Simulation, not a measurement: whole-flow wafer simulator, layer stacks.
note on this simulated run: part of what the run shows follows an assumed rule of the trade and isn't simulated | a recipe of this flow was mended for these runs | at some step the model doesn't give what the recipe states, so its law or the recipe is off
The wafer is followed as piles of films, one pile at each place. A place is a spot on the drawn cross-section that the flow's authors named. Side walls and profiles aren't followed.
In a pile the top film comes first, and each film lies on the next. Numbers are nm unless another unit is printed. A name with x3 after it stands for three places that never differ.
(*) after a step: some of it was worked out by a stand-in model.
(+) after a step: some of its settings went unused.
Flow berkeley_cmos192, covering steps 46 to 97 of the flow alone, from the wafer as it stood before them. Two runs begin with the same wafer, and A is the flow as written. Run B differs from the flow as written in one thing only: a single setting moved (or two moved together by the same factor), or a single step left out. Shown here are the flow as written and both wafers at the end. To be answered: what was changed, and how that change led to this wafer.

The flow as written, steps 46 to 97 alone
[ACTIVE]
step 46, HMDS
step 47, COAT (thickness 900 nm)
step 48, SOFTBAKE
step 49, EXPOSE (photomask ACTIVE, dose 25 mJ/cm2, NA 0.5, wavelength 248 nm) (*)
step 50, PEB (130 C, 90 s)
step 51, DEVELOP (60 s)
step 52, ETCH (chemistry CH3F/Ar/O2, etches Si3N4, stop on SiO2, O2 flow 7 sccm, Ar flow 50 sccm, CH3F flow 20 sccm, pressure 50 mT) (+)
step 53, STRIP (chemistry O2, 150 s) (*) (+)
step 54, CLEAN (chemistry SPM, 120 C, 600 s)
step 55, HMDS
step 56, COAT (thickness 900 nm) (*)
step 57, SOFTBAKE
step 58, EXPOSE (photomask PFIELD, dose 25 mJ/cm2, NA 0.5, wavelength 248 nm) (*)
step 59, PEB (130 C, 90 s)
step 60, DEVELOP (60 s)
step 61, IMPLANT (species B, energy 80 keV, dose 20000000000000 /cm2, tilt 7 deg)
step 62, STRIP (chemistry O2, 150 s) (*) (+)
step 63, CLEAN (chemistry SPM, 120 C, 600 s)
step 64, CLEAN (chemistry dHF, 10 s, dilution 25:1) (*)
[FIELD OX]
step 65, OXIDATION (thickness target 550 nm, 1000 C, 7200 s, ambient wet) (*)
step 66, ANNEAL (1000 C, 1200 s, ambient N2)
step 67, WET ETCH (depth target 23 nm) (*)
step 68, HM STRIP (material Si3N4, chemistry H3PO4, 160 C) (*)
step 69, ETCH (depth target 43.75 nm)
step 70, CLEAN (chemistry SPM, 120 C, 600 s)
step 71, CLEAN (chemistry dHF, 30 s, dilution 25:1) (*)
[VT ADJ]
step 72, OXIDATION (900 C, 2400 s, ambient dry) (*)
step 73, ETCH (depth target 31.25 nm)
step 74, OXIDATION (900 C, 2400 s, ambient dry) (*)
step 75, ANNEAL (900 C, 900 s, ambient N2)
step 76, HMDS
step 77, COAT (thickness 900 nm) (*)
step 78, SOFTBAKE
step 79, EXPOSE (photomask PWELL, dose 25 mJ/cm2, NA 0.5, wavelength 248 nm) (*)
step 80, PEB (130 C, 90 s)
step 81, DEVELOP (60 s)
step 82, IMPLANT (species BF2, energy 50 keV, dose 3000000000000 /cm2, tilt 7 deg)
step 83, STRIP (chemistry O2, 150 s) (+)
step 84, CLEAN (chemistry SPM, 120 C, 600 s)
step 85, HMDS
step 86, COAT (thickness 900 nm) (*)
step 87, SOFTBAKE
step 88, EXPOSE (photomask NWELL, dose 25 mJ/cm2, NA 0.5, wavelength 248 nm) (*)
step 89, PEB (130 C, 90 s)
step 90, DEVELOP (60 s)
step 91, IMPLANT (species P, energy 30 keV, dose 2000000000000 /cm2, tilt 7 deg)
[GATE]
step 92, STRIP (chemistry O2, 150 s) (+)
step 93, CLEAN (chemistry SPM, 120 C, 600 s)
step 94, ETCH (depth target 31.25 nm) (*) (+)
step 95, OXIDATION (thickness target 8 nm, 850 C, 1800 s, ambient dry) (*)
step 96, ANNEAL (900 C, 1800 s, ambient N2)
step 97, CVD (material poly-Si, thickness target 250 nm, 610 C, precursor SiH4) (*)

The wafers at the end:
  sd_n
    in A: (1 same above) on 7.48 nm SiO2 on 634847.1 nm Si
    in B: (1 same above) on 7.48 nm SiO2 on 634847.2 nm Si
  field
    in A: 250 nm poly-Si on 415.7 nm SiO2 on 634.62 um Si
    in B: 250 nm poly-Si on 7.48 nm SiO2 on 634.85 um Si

What caused this: step 52, ETCH: chemistry CH3F/Ar/O2, etches Si3N4, stop on SiO2, O2 flow 7 sccm, Ar flow 50 sccm, CH3F flow 20 sccm, pressure 50 mT (+), was skipped.

Step by step, how the change led to this:
  step 53, STRIP (chemistry O2, 150 s) (*) (+)
      sd_n, spacer_n, gate, sd_p, spacer_p, gate_p, contact, m1: A KrF-resist loses 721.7 (all of it) | B KrF-resist loses 883.1 (all of it)
  step 56, COAT (thickness 900 nm) (*)
      field: A KrF-resist gains 961.2 (new film) | B KrF-resist gains 900 (new film)
      sd_n: A KrF-resist gains 785.2 (new film) | B KrF-resist gains 900 (new film)
      (also at 7 further places)
  step 60, DEVELOP (60 s)
      field: A KrF-resist loses 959 (all of it) | B KrF-resist loses 898 (all of it)
  step 62, STRIP (chemistry O2, 150 s) (*) (+)
      sd_n: A KrF-resist loses 768.5 (all of it) | B KrF-resist loses 883.1 (all of it)
      spacer_n: A KrF-resist loses 801.2 (all of it) | B KrF-resist loses 883.1 (all of it)
      (also at 6 further places)
  step 64, CLEAN (chemistry dHF, 10 s, dilution 25:1) (*)
      field: A SiO2 loses 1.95 | B Si3N4 loses 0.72
  step 65, OXIDATION (thickness target 550 nm, 1000 C, 7200 s, ambient wet) (*)
      sd_n, sd_p: A SiO2 gains 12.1 (new film), Si3N4 loses 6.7, SiO2 gains 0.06, Si loses 0.06 | B SiO2 gains 12.1 (new film), Si3N4 loses 6.7
      field: A SiO2 gains 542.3, Si loses 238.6 | B SiO2 gains 12.1 (new film), Si3N4 loses 6.7
      (also at 1 further place)
  step 67, WET ETCH (depth target 23 nm) (*)
      field: A SiO2 loses 23 | B SiO2 loses 12.1 (all of it), Si3N4 loses 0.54
  step 68, HM STRIP (material Si3N4, chemistry H3PO4, 160 C) (*)
      field: A SiO2 loses 16.5 | B Si3N4 loses 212 (all of it), SiO2 loses 9.87
  step 69, ETCH (depth target 43.75 nm)
      field: A SiO2 loses 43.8 | B SiO2 loses 16.7 (all of it)
  step 70, CLEAN (chemistry SPM, 120 C, 600 s)
      field: A nothing | B chemical SiO2 gains 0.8 (new film), Si loses 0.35
  step 71, CLEAN (chemistry dHF, 30 s, dilution 25:1) (*)
      field: A SiO2 loses 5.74 | B chemical SiO2 loses 0.8 (all of it)
  step 72, OXIDATION (900 C, 2400 s, ambient dry) (*)
      field: A SiO2 gains 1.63, Si loses 0.72 | B SiO2 gains 14.9 (new film), Si loses 6.57
  step 73, ETCH (depth target 31.25 nm)
      field: A SiO2 loses 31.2 | B SiO2 loses 14.9 (all of it)
  step 74, OXIDATION (900 C, 2400 s, ambient dry) (*)
      field: A SiO2 gains 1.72, Si loses 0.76 | B SiO2 gains 14.9 (new film), Si loses 6.57
  step 77, COAT (thickness 900 nm) (*)
      field: A KrF-resist gains 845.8 (new film) | B KrF-resist gains 900 (new film)
      sd_n: A KrF-resist gains 1006.3 (new film) | B KrF-resist gains 900 (new film)
      (also at 7 further places)
  step 81, DEVELOP (60 s)
      spacer_n, gate: A KrF-resist loses 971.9 (all of it) | B KrF-resist loses 898 (all of it)
      field: A KrF-resist loses 844 (all of it) | B KrF-resist loses 898 (all of it)
      (also at 3 further places)
  ... 5 other steps ...
  step 95, OXIDATION (thickness target 8 nm, 850 C, 1800 s, ambient dry) (*)
      field: A SiO2 gains 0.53, Si loses 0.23 | B SiO2 gains 7.48 (new film), Si loses 3.29
